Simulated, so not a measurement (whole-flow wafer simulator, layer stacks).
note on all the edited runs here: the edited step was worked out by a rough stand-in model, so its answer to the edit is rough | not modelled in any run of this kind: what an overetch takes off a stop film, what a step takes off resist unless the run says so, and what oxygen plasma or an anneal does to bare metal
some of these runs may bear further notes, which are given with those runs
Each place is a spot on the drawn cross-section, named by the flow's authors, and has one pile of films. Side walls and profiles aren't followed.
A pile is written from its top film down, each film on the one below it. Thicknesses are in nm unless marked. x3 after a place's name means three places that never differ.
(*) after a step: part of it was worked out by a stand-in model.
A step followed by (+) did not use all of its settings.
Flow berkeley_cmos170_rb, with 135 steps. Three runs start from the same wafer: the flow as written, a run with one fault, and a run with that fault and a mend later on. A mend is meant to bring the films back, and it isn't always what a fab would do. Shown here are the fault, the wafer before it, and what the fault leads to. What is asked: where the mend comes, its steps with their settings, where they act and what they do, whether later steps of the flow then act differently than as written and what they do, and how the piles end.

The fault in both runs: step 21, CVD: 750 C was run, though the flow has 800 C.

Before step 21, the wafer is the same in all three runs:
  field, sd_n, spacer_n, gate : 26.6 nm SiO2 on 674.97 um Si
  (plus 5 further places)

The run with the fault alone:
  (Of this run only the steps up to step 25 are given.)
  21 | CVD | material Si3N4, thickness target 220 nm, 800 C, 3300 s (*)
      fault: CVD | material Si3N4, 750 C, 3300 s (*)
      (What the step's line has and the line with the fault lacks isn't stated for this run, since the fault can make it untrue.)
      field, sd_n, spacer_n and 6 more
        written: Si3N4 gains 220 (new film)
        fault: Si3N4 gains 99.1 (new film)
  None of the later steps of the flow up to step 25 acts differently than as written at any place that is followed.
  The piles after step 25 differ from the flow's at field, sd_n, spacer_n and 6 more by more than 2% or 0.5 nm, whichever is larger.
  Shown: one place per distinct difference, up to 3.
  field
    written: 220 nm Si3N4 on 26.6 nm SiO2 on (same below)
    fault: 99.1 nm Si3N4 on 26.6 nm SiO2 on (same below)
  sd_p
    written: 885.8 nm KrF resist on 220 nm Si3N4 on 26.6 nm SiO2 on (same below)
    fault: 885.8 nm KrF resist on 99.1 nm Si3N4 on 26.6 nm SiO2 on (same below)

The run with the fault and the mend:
  The mend stands after step 25.
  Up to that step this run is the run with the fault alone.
  25a | STRIP (*) (+)
      sd_p, spacer_p, gate_p, m1
        KrF resist loses 885.8 (all of it)
  25b | CLEAN (*) (a further turn of the flow's step 18)
      does not change any film at any place that is followed
  25c | CVD | material Si3N4, thickness target 120.9 nm, 800 C, 1814 s (*) (a further turn of the flow's step 21, with different settings)
      field, sd_n, spacer_n and 6 more
        Si3N4 gains 120.9
  25d | COAT | KrF resist, thickness 900 nm (a further turn of the flow's step 22)
      field, sd_n, spacer_n and 6 more
        KrF resist gains 900 (new film)
  25e | EXPOSE | photomask PWELL (a further turn of the flow's step 23)
      does not change any film at any place that is followed
  25f | PEB | 130 C, 60 s (*) (a further turn of the flow's step 24)
      does not change any film at any place that is followed
  25g | DEVELOP | developer developer-D-0.26N, 45 s (a further turn of the flow's step 25)
      field, sd_n, spacer_n, gate, contact
        KrF resist loses 900 (all of it)
      sd_p, spacer_p, gate_p, m1
        KrF resist loses 14.2
  None of the later steps of the flow differs from how it acts as written, at any place that is followed, by more than 2% or 0.5 nm, whichever is larger.
  By the end, the piles equal the flow's at every place that both follow.
